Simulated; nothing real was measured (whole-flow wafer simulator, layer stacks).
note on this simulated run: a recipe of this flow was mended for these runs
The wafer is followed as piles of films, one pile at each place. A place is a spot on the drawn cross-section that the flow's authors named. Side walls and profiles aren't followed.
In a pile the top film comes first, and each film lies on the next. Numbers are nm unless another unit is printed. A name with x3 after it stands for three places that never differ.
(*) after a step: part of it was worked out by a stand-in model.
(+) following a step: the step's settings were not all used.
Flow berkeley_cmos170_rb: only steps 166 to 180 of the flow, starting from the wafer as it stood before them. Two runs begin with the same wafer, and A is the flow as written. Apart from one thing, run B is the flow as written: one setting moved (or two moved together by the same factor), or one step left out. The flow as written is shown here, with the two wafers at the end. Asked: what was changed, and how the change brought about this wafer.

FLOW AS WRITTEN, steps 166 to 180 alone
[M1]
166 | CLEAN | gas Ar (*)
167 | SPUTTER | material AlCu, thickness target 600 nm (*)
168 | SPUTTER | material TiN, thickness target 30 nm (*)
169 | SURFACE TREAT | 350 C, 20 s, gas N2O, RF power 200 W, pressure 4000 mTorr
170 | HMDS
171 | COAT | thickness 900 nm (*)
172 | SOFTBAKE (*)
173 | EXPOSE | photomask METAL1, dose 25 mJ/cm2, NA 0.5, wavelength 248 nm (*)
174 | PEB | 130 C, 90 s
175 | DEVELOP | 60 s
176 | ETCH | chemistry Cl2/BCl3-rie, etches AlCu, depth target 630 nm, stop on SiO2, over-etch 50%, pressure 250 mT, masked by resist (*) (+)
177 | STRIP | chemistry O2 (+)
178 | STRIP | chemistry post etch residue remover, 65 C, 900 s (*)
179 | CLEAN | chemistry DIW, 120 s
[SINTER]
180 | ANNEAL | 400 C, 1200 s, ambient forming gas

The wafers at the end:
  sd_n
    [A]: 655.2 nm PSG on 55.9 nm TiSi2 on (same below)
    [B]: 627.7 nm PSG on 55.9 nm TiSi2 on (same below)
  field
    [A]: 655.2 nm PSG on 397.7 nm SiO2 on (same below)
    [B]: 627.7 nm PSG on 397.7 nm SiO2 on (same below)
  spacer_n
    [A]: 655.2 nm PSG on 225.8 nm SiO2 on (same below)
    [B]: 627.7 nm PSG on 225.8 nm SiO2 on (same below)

Cause: step 167, SPUTTER: thickness target 380 nm was run, while the flow as written has thickness target 600 nm.

Step by step, how the change led to this:
  167 | SPUTTER | material AlCu, thickness target 600 nm (*)
      field, sd_n, spacer_n, gate, spacer_p, gate_p, m1: A AlCu gains 600 (new film) | B AlCu gains 380 (new film)
      sd_p: A AlCu gains 549.6 (new film) | B AlCu gains 341.9 (new film)
      (and at 1 other place as well)
  168 | SPUTTER | material TiN, thickness target 30 nm (*)
      contact: A TiN gains 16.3 (new film) | B TiN gains 18.4 (new film)
  171 | COAT | thickness 900 nm (*)
      contact: A KrF-resist gains 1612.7 (new film) | B KrF-resist gains 1541.9 (new film)
  176 | ETCH | chemistry Cl2/BCl3-rie, etches AlCu, depth target 630 nm, stop on SiO2, over-etch 50%, pressure 250 mT, masked by resist (*) (+)
      field, sd_n, spacer_n, gate, spacer_p, gate_p: A TiN loses 30 (all of it), AlCu loses 600 (all of it), PSG loses 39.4 | B TiN loses 30 (all of it), AlCu loses 380 (all of it), PSG loses 66.9
      sd_p: A TiN loses 25.8 (all of it), AlCu loses 549.6 (all of it), PSG loses 46.2 | B TiN loses 26 (all of it), AlCu loses 341.9 (all of it), PSG loses 72.1
  177 | STRIP | chemistry O2 (+)
      contact: A KrF-resist loses 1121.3 (all of it) | B KrF-resist loses 1050.7 (all of it)
